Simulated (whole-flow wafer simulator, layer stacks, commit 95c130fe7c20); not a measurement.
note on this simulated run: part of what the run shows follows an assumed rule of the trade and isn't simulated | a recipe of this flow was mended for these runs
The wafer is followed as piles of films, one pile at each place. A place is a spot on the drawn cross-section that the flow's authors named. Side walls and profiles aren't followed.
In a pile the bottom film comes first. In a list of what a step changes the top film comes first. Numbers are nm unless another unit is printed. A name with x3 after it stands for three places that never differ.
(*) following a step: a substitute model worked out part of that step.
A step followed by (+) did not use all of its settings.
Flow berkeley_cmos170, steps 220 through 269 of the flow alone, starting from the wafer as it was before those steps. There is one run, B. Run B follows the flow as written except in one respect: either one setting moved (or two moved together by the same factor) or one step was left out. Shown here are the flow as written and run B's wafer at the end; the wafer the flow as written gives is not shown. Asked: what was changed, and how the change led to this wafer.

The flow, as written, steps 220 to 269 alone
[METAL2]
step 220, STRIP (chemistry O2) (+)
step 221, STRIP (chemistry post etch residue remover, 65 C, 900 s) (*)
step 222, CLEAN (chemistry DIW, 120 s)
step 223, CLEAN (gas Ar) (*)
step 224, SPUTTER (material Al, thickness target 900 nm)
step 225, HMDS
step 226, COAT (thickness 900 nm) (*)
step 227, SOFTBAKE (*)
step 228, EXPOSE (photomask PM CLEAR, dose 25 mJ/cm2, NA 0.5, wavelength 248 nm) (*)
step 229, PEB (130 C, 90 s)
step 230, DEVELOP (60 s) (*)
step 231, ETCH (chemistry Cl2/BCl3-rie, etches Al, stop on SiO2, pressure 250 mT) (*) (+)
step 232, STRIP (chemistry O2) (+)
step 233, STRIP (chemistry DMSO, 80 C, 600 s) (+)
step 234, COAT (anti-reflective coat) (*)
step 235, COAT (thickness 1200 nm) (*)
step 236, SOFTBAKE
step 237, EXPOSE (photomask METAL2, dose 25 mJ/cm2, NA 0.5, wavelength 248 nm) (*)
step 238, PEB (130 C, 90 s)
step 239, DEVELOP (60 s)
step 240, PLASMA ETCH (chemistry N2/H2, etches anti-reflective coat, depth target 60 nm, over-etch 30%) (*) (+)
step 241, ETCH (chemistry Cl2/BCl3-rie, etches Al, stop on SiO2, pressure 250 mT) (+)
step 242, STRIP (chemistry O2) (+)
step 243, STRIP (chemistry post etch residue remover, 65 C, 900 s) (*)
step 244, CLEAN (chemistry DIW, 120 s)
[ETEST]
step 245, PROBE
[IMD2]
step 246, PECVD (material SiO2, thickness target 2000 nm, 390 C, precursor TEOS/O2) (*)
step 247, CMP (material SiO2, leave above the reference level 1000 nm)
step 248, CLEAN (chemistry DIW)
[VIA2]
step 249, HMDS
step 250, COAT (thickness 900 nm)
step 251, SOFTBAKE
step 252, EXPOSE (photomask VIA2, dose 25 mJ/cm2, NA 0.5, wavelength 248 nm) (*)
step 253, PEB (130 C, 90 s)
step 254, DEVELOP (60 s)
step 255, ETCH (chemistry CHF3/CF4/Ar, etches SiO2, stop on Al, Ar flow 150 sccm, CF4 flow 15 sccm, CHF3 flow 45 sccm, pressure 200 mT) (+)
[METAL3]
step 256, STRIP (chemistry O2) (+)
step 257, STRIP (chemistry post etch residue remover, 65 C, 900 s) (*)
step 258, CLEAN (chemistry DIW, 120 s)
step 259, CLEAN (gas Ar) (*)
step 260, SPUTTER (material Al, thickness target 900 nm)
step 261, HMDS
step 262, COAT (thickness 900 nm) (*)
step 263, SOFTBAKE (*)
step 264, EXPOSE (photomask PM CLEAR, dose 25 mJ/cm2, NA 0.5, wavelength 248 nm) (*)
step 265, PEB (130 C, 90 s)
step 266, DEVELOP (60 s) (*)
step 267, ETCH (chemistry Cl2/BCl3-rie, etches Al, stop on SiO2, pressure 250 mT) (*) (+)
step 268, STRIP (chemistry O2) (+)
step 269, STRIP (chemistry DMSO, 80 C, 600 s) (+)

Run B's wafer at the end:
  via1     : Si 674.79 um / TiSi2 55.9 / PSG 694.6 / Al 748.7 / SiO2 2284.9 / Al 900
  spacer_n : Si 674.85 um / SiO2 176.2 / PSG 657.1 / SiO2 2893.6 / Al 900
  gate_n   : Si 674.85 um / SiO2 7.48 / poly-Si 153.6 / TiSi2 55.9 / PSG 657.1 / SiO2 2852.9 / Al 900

The reason: step 224, SPUTTER: thickness target 450 nm was run, whereas the flow has thickness target 900 nm.

The path from the change to this, step by step:
  step 224, SPUTTER (material Al, thickness target 900 nm)
      field, mark, sd_n and 9 more: Al gains 450 (new film) (in the flow as written it would be: Al gains 900 (new film))
      via1: Al gains 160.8 (in the flow as written it would be: Al gains 259.4)
  step 226, COAT (thickness 900 nm) (*)
      via1: KrF-resist gains 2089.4 (new film) (in the flow as written it would be: KrF-resist gains 2428.6 (new film))
  step 229, PEB (130 C, 90 s)
      via1: KrF-resist loses 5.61 (in the flow as written it would be: KrF-resist loses 7.55)
  step 231, ETCH (chemistry Cl2/BCl3-rie, etches Al, stop on SiO2, pressure 250 mT) (*) (+)
      field, sd_n, spacer_n and 9 more: KrF-resist loses 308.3 (in the flow as written it would be: KrF-resist loses 533.3)
      mark: Al loses 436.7 (all of it), SiO2 loses 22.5 (in the flow as written it would be: Al loses 886.7 (all of it), SiO2 loses 22.5)
  step 232, STRIP (chemistry O2) (+)
      field, spacer_n, gate_n: KrF-resist loses 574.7 (all of it) (in the flow as written it would be: KrF-resist loses 349.7 (all of it))
      sd_n: KrF-resist loses 572.2 (all of it) (in the flow as written it would be: KrF-resist loses 347 (all of it))
      (and at 8 other places as well)
  step 234, COAT (anti-reflective coat) (*)
      m1: anti-reflective coat gains 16 (new film) (in the flow as written it would be: anti-reflective coat gains 16.6 (new film))
      via1: anti-reflective coat gains 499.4 (new film) (in the flow as written it would be: anti-reflective coat gains 671.1 (new film))
  step 235, COAT (thickness 1200 nm) (*)
      via1: KrF-resist gains 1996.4 (new film) (in the flow as written it would be: KrF-resist gains 2189 (new film))
  step 238, PEB (130 C, 90 s)
      via1: KrF-resist loses 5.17 (in the flow as written it would be: KrF-resist loses 6.08)
  step 241, ETCH (chemistry Cl2/BCl3-rie, etches Al, stop on SiO2, pressure 250 mT) (+)
      field, sd_n, spacer_n, gate_n, sd_p, spacer_p, gate_p: Al loses 450 (all of it), SiO2 loses 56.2 (in the flow as written it would be: Al loses 900 (all of it), SiO2 loses 56.2)
      contact, m1, via1, m2, via2: KrF-resist loses 450 (in the flow as written it would be: KrF-resist loses 675)
      (and at 1 other place as well)
  step 242, STRIP (chemistry O2) (+)
      contact: KrF-resist loses 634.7 (all of it), anti-reflective coat loses 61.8 (all of it) (in the flow as written it would be: KrF-resist loses 412 (all of it), anti-reflective coat loses 62.1 (all of it))
      m1: KrF-resist loses 648.9 (all of it), anti-reflective coat loses 16 (all of it) (in the flow as written it would be: KrF-resist loses 433.1 (all of it), anti-reflective coat loses 16.6 (all of it))
      (and at 3 other places as well)
  step 246, PECVD (material SiO2, thickness target 2000 nm, 390 C, precursor TEOS/O2) (*)
      via1: SiO2 gains 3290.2 (new film) (in the flow as written it would be: SiO2 gains 3103.6 (new film), void gains 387 (new film), SiO2 gains 151 (new film))
  step 247, CMP (material SiO2, leave above the reference level 1000 nm)
      mark: SiO2 loses 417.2 (in the flow as written it would be: nothing)
      field, sd_n, spacer_n, gate_n, sd_p, spacer_p, gate_p: SiO2 loses 496.6 (in the flow as written it would be: SiO2 loses 46.6)
